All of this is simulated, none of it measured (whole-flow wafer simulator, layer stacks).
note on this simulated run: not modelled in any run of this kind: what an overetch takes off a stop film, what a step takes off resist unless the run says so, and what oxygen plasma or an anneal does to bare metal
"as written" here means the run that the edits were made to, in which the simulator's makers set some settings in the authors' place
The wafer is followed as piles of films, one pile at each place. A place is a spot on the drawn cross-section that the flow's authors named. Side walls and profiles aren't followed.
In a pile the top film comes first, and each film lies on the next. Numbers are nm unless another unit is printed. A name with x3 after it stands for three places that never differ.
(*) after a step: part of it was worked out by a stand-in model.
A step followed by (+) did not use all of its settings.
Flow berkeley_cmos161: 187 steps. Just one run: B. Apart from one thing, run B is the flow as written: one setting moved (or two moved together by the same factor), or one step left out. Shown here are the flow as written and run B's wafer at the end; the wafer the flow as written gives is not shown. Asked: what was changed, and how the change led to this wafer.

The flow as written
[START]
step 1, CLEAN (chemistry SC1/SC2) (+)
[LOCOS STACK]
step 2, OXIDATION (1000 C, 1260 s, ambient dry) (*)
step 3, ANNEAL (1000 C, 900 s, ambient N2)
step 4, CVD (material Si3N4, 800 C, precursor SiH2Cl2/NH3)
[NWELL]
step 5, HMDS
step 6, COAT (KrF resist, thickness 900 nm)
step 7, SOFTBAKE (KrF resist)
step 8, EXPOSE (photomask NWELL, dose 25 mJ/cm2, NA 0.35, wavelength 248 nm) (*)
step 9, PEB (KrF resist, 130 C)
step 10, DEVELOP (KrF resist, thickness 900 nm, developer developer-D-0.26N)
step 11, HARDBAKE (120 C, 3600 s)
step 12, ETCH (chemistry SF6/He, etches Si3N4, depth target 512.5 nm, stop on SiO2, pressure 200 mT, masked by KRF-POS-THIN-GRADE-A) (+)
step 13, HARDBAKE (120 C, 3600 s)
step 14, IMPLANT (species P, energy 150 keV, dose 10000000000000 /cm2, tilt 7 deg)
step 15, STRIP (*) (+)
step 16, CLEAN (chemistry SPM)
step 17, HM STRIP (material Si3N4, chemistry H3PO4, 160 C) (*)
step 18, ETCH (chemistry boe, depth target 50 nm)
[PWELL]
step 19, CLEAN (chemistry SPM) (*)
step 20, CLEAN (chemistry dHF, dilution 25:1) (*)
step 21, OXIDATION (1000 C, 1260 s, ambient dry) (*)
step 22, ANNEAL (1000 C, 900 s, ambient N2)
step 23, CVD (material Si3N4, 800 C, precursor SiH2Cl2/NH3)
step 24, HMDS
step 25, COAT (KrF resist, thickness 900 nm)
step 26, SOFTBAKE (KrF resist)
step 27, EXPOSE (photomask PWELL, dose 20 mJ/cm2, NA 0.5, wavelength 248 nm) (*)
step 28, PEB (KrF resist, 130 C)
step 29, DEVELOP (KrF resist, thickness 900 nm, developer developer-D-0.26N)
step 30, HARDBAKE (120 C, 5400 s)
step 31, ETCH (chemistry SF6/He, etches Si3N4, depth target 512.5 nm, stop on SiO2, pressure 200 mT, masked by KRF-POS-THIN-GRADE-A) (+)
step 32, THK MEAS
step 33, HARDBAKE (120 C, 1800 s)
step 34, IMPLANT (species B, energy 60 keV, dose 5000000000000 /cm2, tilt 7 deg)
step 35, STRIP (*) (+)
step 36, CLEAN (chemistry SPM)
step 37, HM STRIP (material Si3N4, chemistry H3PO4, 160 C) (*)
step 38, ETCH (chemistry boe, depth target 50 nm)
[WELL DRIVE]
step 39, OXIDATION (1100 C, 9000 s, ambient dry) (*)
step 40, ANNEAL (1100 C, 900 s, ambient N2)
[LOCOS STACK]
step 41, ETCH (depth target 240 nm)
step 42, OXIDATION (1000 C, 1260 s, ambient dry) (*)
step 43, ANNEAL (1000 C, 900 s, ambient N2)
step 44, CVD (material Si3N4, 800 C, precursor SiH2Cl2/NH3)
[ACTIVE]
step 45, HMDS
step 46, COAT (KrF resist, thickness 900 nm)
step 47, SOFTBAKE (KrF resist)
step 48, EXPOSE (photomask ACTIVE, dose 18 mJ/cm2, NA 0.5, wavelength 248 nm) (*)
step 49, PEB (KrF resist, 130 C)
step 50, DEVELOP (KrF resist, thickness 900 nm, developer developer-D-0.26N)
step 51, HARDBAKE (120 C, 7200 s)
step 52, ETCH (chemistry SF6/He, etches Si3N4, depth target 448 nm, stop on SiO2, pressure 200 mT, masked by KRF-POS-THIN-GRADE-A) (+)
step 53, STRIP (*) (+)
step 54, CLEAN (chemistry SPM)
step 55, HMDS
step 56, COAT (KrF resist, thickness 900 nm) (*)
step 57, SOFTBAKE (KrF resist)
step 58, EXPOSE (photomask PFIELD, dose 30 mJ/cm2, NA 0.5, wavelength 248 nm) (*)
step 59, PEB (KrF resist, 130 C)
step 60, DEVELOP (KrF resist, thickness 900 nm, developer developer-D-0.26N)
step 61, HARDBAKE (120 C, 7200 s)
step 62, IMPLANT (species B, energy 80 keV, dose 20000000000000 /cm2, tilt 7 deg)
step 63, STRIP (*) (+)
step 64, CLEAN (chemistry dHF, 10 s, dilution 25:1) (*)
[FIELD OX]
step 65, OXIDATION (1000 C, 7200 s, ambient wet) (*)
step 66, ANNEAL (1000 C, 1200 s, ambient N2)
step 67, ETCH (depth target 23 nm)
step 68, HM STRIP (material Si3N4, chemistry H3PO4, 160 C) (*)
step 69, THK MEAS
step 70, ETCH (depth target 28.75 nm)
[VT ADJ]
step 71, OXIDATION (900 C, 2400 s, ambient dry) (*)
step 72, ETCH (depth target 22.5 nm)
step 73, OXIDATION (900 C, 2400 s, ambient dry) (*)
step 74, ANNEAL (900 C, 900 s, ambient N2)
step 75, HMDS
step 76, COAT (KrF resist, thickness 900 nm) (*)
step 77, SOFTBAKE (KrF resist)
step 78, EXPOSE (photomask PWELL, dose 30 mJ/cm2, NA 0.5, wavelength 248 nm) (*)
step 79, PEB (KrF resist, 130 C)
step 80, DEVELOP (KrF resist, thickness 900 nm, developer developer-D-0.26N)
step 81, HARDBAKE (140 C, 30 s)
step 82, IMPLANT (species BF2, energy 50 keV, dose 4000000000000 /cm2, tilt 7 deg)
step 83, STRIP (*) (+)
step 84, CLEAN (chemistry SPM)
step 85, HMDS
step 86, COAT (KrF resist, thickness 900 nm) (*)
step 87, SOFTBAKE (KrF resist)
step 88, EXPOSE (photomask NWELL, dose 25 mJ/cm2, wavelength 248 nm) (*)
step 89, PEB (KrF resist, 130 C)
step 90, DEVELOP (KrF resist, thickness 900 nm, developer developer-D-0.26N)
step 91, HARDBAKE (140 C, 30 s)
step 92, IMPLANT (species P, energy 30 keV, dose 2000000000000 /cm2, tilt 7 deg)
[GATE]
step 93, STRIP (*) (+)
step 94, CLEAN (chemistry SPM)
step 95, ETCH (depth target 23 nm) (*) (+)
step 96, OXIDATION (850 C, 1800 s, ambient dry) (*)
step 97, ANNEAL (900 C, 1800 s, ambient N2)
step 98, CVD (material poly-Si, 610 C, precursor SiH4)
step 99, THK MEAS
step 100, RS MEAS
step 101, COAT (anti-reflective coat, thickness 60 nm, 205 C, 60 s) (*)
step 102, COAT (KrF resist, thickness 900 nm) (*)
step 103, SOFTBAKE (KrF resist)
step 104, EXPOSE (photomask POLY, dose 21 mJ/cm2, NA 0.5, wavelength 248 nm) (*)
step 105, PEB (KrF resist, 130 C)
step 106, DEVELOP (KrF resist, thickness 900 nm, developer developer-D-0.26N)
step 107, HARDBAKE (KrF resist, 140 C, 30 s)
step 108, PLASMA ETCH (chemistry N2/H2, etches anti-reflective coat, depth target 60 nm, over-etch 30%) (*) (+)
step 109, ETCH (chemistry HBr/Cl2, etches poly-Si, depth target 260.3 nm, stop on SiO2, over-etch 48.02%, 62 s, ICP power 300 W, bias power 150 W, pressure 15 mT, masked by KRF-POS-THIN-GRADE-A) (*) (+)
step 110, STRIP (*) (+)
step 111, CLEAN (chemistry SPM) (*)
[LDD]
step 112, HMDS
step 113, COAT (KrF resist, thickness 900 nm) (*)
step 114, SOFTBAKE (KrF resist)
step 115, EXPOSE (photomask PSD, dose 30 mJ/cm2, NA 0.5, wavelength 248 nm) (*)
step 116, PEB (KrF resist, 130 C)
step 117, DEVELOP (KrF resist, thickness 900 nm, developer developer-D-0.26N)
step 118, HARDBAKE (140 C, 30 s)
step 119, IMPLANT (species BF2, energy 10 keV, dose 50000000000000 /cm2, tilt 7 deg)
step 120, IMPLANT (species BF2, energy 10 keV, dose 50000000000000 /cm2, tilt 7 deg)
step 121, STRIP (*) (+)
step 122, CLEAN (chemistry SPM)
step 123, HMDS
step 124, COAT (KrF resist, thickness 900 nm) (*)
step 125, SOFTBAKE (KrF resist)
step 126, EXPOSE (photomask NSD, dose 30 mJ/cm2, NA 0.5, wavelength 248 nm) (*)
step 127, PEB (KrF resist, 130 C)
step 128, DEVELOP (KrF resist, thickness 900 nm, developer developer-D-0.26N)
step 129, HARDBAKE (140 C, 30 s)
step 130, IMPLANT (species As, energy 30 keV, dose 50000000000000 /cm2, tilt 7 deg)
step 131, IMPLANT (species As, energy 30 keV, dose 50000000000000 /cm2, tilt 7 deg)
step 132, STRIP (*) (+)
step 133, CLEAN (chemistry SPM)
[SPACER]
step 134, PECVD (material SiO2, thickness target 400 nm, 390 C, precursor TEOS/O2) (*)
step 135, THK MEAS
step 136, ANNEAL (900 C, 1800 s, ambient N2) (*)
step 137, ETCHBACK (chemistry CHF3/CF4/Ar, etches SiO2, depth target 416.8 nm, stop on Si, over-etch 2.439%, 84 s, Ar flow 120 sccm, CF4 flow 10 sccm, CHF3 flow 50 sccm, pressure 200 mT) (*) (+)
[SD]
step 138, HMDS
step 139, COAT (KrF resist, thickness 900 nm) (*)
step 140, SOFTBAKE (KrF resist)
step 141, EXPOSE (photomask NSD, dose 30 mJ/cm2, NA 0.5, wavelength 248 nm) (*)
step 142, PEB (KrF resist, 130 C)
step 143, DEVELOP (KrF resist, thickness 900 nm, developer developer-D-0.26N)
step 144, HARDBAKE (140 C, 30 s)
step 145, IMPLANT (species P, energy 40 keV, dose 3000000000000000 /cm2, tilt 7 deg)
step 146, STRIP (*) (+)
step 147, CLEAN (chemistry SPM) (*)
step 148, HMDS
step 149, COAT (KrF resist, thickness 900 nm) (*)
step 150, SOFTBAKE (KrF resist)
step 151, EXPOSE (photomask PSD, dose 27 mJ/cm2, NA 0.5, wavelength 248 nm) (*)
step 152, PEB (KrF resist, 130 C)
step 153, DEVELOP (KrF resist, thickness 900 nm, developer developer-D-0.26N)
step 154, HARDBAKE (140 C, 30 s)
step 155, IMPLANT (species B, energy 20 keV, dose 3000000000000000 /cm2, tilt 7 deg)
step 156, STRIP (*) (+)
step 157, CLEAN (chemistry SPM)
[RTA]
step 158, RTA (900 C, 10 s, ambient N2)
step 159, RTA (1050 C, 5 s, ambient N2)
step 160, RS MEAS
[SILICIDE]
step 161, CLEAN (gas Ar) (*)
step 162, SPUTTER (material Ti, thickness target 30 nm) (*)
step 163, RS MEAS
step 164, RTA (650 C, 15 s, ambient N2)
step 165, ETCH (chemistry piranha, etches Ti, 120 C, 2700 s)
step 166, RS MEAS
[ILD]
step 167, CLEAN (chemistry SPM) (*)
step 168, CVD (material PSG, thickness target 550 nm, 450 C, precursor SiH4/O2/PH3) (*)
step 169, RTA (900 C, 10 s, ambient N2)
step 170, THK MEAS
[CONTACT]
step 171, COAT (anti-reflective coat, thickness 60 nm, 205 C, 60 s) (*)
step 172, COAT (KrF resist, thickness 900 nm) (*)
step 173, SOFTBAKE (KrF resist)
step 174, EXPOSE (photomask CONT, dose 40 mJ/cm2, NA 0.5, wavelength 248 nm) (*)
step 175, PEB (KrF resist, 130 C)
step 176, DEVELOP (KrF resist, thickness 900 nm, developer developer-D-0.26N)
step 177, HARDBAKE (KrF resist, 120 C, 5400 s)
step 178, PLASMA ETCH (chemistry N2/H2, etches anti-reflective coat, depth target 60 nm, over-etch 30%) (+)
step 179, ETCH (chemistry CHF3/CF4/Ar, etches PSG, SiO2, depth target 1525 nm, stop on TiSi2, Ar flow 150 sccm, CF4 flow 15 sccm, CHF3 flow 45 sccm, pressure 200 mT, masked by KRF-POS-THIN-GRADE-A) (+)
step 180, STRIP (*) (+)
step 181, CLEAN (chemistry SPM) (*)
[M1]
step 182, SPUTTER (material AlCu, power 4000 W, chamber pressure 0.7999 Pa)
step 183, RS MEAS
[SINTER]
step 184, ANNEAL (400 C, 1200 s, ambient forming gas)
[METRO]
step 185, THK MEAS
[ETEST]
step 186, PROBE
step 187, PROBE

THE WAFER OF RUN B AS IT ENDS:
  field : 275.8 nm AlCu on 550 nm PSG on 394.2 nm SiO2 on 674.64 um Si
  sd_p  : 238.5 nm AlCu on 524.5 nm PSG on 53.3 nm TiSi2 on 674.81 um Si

The reason: step 46, COAT: thickness 1350 nm was run, though the flow has thickness 900 nm; step 70, ETCH: depth target 43.12 nm was run, where the flow has depth target 28.75 nm.

The path from the change to this, step by step:
  step 46, COAT (KrF resist, thickness 900 nm)
      field, sd_n, spacer_n and 6 more: KrF resist gains 1350 (new film) (as written it would have been: KrF resist gains 900 (new film))
  step 49, PEB (KrF resist, 130 C)
      field, sd_n, spacer_n and 6 more: KrF resist loses 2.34 (as written it would have been: KrF resist loses 1.44)
  step 50, DEVELOP (KrF resist, thickness 900 nm, developer developer-D-0.26N)
      field: KrF resist loses 1347.7 (all of it) (as written it would have been: KrF resist loses 898.6 (all of it))
  step 51, HARDBAKE (120 C, 7200 s)
      sd_n, spacer_n, gate_n, sd_p, spacer_p, gate_p, contact, m1: KrF resist loses 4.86 (as written it would have been: KrF resist loses 2.9)
  step 53, STRIP (*) (+)
      sd_n, spacer_n, gate_n, sd_p, spacer_p, gate_p, contact, m1: KrF resist loses 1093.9 (all of it) (as written it would have been: KrF resist loses 646.8 (all of it))
  step 70, ETCH (depth target 28.75 nm)
      field: SiO2 loses 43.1 (as written it would have been: SiO2 loses 28.8)
  step 101, COAT (anti-reflective coat, thickness 60 nm, 205 C, 60 s) (*)
      sd_n: anti-reflective coat gains 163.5 (new film) (as written it would have been: anti-reflective coat gains 173.5 (new film))
      spacer_n: anti-reflective coat gains 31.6 (new film) (as written it would have been: anti-reflective coat gains 28.7 (new film))
      (also at 6 further places)
  step 108, PLASMA ETCH (chemistry N2/H2, etches anti-reflective coat, depth target 60 nm, over-etch 30%) (*) (+)
      sd_n: anti-reflective coat loses 163.5 (all of it), poly-Si loses 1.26 (as written it would have been: anti-reflective coat loses 173.5 (all of it), poly-Si loses 1.33)
      spacer_n: anti-reflective coat loses 31.6 (all of it), poly-Si loses 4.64 (as written it would have been: anti-reflective coat loses 28.7 (all of it), poly-Si loses 5.05)
      (also at 4 further places)
  step 110, STRIP (*) (+)
      gate_n: chemical SiO2 gains 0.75 (new film), KrF resist loses 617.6 (all of it), anti-reflective coat loses 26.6 (all of it), poly-Si loses 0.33 (as written it would have been: chemical SiO2 gains 0.75 (new film), KrF resist loses 626.8 (all of it), anti-reflective coat loses 23.7 (all of it), poly-Si loses 0.33)
      gate_p: chemical SiO2 gains 0.75 (new film), KrF resist loses 592.4 (all of it), anti-reflective coat loses 29.6 (all of it), poly-Si loses 0.33 (as written it would have been: chemical SiO2 gains 0.75 (new film), KrF resist loses 598.2 (all of it), anti-reflective coat loses 27.9 (all of it), poly-Si loses 0.33)
  step 171, COAT (anti-reflective coat, thickness 60 nm, 205 C, 60 s) (*)
      sd_n: anti-reflective coat gains 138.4 (new film) (as written it would have been: anti-reflective coat gains 149.7 (new film))
      gate_n: anti-reflective coat gains 45 (new film) (as written it would have been: anti-reflective coat gains 46.1 (new film))
      (also at 2 further places)
  step 180, STRIP (*) (+)
      sd_n: KrF resist loses 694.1 (all of it), anti-reflective coat loses 138.4 (all of it) (as written it would have been: KrF resist loses 692.5 (all of it), anti-reflective coat loses 149.7 (all of it))
      gate_n: KrF resist loses 580.8 (all of it), anti-reflective coat loses 45 (all of it) (as written it would have been: KrF resist loses 589.4 (all of it), anti-reflective coat loses 46.1 (all of it))
      (also at 2 further places)
